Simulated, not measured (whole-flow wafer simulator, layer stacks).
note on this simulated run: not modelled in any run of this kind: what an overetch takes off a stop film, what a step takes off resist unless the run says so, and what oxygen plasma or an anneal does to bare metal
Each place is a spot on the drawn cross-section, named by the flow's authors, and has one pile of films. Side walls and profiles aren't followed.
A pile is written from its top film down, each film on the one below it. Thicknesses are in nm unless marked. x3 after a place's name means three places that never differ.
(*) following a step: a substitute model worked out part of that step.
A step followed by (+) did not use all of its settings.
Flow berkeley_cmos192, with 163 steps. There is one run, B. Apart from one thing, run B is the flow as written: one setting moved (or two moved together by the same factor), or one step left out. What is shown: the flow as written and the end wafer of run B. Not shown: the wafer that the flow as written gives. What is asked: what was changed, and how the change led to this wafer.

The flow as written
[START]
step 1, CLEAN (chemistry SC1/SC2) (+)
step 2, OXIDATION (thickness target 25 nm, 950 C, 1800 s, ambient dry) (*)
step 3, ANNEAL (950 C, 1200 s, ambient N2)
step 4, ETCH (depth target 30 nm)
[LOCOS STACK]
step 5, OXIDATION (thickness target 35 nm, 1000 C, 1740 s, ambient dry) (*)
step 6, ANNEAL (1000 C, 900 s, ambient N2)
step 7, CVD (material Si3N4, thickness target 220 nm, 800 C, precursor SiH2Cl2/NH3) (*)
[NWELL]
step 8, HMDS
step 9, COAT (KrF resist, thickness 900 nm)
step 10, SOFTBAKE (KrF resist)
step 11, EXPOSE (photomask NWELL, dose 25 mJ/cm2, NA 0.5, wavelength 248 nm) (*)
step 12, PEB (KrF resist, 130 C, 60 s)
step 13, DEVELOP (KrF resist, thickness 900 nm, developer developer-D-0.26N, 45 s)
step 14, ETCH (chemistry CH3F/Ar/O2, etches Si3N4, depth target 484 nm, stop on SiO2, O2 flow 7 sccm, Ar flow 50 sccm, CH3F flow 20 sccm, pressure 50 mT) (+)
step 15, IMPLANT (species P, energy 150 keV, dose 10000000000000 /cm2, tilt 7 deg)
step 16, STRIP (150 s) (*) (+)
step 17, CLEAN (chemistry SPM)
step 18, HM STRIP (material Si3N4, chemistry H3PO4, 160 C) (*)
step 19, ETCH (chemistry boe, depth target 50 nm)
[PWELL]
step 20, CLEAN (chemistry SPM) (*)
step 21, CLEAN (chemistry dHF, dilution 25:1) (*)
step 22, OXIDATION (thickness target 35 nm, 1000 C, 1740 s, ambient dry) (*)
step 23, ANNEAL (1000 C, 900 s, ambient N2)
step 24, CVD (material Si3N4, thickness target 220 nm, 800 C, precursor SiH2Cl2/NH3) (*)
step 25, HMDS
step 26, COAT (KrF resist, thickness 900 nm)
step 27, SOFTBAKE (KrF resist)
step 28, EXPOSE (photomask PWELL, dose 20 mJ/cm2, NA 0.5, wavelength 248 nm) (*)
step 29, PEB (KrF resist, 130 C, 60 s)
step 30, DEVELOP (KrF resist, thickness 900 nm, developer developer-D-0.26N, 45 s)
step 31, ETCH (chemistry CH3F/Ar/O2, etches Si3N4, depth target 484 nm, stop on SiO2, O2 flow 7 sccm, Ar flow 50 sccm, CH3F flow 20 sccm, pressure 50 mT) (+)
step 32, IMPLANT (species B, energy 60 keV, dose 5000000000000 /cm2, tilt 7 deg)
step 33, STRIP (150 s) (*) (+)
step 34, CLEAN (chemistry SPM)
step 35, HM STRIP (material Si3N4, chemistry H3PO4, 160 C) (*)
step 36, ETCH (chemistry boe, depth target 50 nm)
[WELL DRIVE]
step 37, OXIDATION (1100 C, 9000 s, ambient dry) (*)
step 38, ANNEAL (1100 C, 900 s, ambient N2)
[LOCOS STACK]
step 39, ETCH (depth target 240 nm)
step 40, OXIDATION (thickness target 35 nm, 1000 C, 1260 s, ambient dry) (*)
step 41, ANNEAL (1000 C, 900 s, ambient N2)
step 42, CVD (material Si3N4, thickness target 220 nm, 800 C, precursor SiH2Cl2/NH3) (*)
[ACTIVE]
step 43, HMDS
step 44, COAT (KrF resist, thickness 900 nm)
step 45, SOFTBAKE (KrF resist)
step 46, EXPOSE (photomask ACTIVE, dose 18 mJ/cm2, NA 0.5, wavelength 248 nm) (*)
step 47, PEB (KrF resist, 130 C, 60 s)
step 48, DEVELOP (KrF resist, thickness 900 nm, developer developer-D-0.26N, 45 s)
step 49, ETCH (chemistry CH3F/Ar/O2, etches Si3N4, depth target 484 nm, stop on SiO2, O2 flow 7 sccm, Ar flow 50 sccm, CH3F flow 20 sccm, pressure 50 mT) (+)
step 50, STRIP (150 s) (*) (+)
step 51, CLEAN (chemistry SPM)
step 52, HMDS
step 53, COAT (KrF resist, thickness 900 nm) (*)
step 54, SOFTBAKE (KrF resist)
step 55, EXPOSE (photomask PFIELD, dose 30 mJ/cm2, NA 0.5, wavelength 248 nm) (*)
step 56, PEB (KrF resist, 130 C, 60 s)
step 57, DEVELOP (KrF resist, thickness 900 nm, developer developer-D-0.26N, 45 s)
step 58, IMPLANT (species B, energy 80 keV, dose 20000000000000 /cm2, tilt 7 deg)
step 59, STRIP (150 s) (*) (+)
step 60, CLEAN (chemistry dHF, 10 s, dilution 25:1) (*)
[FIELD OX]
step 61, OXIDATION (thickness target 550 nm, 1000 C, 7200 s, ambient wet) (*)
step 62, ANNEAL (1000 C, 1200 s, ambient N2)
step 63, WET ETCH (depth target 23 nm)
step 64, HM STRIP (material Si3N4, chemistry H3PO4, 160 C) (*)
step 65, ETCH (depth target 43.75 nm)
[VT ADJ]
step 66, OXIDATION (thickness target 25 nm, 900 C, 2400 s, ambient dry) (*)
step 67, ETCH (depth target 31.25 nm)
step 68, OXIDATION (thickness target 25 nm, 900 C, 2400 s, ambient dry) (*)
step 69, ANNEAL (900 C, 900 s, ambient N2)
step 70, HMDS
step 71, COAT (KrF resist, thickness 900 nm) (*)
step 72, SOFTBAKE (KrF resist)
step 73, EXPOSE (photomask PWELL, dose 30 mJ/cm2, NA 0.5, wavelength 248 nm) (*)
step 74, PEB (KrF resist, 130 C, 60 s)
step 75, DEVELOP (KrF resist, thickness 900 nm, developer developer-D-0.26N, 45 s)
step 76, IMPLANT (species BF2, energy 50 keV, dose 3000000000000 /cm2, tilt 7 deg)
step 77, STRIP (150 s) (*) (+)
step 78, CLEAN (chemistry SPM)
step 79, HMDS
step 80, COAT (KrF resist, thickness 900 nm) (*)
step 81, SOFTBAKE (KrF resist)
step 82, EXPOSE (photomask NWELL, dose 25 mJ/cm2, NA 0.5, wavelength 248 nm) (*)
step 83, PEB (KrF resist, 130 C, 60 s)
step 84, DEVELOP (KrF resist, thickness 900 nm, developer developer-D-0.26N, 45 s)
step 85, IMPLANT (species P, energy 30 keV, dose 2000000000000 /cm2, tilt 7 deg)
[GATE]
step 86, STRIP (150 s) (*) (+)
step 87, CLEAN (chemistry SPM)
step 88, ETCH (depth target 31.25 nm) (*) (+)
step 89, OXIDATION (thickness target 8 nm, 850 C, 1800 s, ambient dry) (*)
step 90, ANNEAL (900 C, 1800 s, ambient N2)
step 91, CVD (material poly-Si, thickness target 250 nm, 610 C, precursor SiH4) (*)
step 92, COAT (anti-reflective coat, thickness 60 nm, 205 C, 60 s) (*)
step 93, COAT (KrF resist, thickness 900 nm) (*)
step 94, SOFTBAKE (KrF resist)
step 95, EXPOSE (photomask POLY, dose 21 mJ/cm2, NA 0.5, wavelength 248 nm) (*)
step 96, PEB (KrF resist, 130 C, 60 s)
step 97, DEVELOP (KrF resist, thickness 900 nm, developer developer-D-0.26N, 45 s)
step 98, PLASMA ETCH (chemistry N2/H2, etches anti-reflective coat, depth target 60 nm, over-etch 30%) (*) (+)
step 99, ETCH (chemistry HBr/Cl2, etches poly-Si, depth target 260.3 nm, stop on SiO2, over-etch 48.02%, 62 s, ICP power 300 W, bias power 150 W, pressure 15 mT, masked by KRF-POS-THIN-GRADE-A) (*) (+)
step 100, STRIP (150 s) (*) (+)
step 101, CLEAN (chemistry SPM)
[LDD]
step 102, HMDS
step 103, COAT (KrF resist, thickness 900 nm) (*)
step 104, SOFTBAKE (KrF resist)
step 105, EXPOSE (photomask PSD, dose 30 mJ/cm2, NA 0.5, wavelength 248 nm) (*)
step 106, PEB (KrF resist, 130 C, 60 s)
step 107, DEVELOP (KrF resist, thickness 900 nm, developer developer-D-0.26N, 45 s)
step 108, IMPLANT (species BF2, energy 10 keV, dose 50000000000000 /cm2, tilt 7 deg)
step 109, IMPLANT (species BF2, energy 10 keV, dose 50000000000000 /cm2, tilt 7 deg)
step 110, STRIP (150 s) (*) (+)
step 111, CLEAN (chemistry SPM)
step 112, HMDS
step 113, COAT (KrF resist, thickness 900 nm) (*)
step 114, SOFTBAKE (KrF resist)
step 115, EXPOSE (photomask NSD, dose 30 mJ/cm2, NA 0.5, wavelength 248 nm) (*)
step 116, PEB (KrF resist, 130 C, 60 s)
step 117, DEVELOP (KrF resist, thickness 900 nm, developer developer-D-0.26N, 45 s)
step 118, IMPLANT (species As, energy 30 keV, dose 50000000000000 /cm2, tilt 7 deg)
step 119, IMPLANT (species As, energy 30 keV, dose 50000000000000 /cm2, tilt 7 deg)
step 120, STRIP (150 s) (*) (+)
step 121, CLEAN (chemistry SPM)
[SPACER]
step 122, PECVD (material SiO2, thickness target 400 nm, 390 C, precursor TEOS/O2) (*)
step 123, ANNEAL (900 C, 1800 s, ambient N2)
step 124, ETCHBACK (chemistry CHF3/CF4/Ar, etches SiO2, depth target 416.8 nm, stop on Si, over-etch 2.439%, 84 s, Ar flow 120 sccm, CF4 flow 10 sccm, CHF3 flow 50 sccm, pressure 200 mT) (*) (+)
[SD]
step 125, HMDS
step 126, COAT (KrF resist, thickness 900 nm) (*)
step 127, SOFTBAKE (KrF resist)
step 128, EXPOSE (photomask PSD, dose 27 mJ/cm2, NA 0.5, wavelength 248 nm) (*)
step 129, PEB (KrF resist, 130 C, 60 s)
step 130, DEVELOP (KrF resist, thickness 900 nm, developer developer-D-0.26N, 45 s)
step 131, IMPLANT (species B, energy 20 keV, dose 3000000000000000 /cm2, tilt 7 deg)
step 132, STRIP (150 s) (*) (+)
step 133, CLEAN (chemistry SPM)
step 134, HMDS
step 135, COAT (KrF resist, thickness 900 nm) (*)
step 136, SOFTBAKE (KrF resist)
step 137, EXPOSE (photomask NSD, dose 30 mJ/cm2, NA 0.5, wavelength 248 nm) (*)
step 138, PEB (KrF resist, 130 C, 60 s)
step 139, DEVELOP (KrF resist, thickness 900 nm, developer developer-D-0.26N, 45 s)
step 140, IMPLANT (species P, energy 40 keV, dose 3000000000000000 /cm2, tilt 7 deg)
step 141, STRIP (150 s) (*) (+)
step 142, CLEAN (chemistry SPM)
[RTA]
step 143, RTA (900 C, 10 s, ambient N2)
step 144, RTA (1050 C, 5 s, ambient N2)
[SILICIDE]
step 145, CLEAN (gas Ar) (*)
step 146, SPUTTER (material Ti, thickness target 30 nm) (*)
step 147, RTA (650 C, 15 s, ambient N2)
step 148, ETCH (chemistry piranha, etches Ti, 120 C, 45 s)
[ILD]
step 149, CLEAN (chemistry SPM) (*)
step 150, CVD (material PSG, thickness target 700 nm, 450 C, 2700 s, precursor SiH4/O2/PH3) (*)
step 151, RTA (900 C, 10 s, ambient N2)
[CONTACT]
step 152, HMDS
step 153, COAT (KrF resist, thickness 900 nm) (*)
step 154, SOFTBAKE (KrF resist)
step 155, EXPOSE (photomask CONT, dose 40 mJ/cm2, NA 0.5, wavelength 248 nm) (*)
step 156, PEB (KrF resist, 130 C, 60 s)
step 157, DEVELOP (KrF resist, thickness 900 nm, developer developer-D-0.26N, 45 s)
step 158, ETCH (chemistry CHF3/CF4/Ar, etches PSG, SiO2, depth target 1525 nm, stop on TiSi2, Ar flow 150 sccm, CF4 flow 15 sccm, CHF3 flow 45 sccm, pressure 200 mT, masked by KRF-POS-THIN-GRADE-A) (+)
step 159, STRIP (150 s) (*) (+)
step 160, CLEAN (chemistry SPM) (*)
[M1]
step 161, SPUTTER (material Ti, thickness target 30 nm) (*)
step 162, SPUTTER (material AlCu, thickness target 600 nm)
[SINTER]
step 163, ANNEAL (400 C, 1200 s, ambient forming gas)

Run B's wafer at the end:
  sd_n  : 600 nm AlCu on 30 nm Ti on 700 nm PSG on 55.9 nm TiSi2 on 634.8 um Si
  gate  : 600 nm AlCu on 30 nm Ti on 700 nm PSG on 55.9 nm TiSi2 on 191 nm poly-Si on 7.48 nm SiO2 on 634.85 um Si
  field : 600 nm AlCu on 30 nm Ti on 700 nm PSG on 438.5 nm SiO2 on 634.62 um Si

The reason: step 65, ETCH: depth target 43.75 nm, was omitted.

The path from the change to this, step by step:
  step 66, OXIDATION (thickness target 25 nm, 900 C, 2400 s, ambient dry) (*)
      spacer_n, spacer_p, gate_p, contact, m1: SiO2 gains 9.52, Si loses 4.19 (as written it would have been: SiO2 gains 14.9 (new film), Si loses 6.57)
      sd_n, gate, sd_p: SiO2 gains 9.51, Si loses 4.18 (as written it would have been: SiO2 gains 14.9 (new film), Si loses 6.57)
  step 67, ETCH (depth target 31.25 nm)
      sd_n, spacer_n, gate, sd_p, spacer_p, gate_p, contact, m1: SiO2 loses 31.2 (as written it would have been: SiO2 loses 14.9 (all of it))
  step 68, OXIDATION (thickness target 25 nm, 900 C, 2400 s, ambient dry) (*)
      spacer_n, spacer_p, gate_p, contact, m1: SiO2 gains 12.5, Si loses 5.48 (as written it would have been: SiO2 gains 14.9 (new film), Si loses 6.57)
      sd_n, gate, sd_p: SiO2 gains 12.4, Si loses 5.47 (as written it would have been: SiO2 gains 14.9 (new film), Si loses 6.57)
  step 71, COAT (KrF resist, thickness 900 nm) (*)
      sd_n: KrF resist gains 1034 (new film) (as written it would have been: KrF resist gains 1013.2 (new film))
  step 75, DEVELOP (KrF resist, thickness 900 nm, developer developer-D-0.26N, 45 s)
      sd_n: KrF resist loses 1032.3 (all of it) (as written it would have been: KrF resist loses 1011.6 (all of it))
  step 77, STRIP (150 s) (*) (+)
      m1: KrF resist loses 1017.5 (all of it) (as written it would have been: KrF resist loses 997.1 (all of it))
  step 80, COAT (KrF resist, thickness 900 nm) (*)
      sd_n: KrF resist gains 1034 (new film) (as written it would have been: KrF resist gains 1013.2 (new film))
  step 86, STRIP (150 s) (*) (+)
      sd_n: KrF resist loses 1018.1 (all of it) (as written it would have been: KrF resist loses 997.4 (all of it))
      m1: KrF resist loses 1017.5 (all of it) (as written it would have been: KrF resist loses 997.1 (all of it))
  step 92, COAT (anti-reflective coat, thickness 60 nm, 205 C, 60 s) (*)
      sd_n: anti-reflective coat gains 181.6 (new film) (as written it would have been: anti-reflective coat gains 152.4 (new film))
      spacer_n: anti-reflective coat gains 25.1 (new film) (as written it would have been: anti-reflective coat gains 33.8 (new film))
      (also at 6 further places)
  step 93, COAT (KrF resist, thickness 900 nm) (*)
      spacer_n: KrF resist gains 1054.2 (new film) (as written it would have been: KrF resist gains 1021.2 (new film))
      gate: KrF resist gains 1057 (new film) (as written it would have been: KrF resist gains 1023.8 (new film))
      (also at 3 further places)
  step 97, DEVELOP (KrF resist, thickness 900 nm, developer developer-D-0.26N, 45 s)
      spacer_n: KrF resist loses 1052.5 (all of it) (as written it would have been: KrF resist loses 1019.5 (all of it))
      spacer_p: KrF resist loses 1015.5 (all of it) (as written it would have been: KrF resist loses 994 (all of it))
      (also at 1 further place)
  step 98, PLASMA ETCH (chemistry N2/H2, etches anti-reflective coat, depth target 60 nm, over-etch 30%) (*) (+)
      field: anti-reflective coat loses 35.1 (all of it), poly-Si loses 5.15 (as written it would have been: anti-reflective coat loses 35.3 (all of it), poly-Si loses 4.18)
      sd_n: anti-reflective coat loses 181.6 (all of it), poly-Si loses 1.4 (as written it would have been: anti-reflective coat loses 152.4 (all of it), poly-Si loses 1.17)
      (also at 5 further places)
  step 100, STRIP (150 s) (*) (+)
      gate: chemical SiO2 gains 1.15 (new film), KrF resist loses 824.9 (all of it), anti-reflective coat loses 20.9 (all of it), poly-Si loses 0.5 (as written it would have been: chemical SiO2 gains 1.15 (new film), KrF resist loses 791.8 (all of it), anti-reflective coat loses 30 (all of it), poly-Si loses 0.51)
      gate_p: chemical SiO2 gains 1.15 (new film), KrF resist loses 785.8 (all of it), anti-reflective coat loses 25.3 (all of it), poly-Si loses 0.5 (as written it would have been: chemical SiO2 gains 1.15 (new film), KrF resist loses 765.1 (all of it), anti-reflective coat loses 31 (all of it), poly-Si loses 0.51)
  step 103, COAT (KrF resist, thickness 900 nm) (*)
      sd_n: KrF resist gains 1024.7 (new film) (as written it would have been: KrF resist gains 1003.8 (new film))
      m1: KrF resist gains 1023.9 (new film) (as written it would have been: KrF resist gains 1003.2 (new film))
  step 110, STRIP (150 s) (*) (+)
      sd_n: KrF resist loses 1008.8 (all of it) (as written it would have been: KrF resist loses 988 (all of it))
      m1: KrF resist loses 1008 (all of it) (as written it would have been: KrF resist loses 987.4 (all of it))
  step 113, COAT (KrF resist, thickness 900 nm) (*)
      sd_n: KrF resist gains 1024.7 (new film) (as written it would have been: KrF resist gains 1003.8 (new film))
      m1: KrF resist gains 1023.9 (new film) (as written it would have been: KrF resist gains 1003.2 (new film))
  ... 14 other steps ...
  step 162, SPUTTER (material AlCu, thickness target 600 nm)
      sd_p: AlCu gains 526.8 (new film) (as written it would have been: AlCu gains 551.2 (new film))
